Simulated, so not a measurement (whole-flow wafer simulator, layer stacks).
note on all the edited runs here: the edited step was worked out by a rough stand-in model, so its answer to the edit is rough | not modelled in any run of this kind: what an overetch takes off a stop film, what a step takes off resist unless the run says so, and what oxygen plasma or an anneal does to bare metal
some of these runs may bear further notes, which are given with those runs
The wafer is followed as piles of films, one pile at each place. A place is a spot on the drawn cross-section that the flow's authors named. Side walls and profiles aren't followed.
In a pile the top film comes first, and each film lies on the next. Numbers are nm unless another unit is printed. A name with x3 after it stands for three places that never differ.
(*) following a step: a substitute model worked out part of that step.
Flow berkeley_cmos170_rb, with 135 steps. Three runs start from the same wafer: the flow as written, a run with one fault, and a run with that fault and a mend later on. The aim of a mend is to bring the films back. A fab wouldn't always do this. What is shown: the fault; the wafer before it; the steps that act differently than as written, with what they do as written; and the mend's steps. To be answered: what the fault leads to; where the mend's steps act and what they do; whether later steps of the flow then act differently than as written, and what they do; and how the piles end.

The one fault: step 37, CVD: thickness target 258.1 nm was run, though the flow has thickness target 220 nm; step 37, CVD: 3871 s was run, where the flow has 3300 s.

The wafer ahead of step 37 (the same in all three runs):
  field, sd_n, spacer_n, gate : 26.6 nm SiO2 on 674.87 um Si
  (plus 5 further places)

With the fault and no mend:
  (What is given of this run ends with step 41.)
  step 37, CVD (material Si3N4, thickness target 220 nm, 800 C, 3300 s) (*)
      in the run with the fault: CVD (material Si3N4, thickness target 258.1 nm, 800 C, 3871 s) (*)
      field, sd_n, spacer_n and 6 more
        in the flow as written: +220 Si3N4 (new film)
        in the run with the fault: +258.1 Si3N4 (new film)
  Every later step of the flow up to step 41 that is run acts as written at every place that is followed.
  The piles after step 41 differ from the flow's at field, sd_n, spacer_n and 6 more by more than 2% or 0.5 nm, whichever is larger.
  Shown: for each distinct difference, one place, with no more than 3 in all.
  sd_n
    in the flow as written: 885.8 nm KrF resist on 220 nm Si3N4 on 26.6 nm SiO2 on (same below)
    in the run with the fault: 885.8 nm KrF resist on 258.1 nm Si3N4 on 26.6 nm SiO2 on (same below)
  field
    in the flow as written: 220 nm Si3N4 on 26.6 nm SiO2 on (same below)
    in the run with the fault: 258.1 nm Si3N4 on 26.6 nm SiO2 on (same below)

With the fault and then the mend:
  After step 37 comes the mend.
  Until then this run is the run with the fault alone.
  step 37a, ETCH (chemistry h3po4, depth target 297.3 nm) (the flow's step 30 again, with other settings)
      field, sd_n, spacer_n and 6 more
        -258.1 Si3N4 (all of it)
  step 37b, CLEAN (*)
      leaves every film unchanged at each place that is followed
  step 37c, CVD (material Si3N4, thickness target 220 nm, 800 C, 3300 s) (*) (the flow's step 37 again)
      field, sd_n, spacer_n and 6 more
        +220 Si3N4 (new film)
  Every later step of the flow that is run acts as written at every place that is followed.
  The piles end the same as the flow's at every place that both follow.
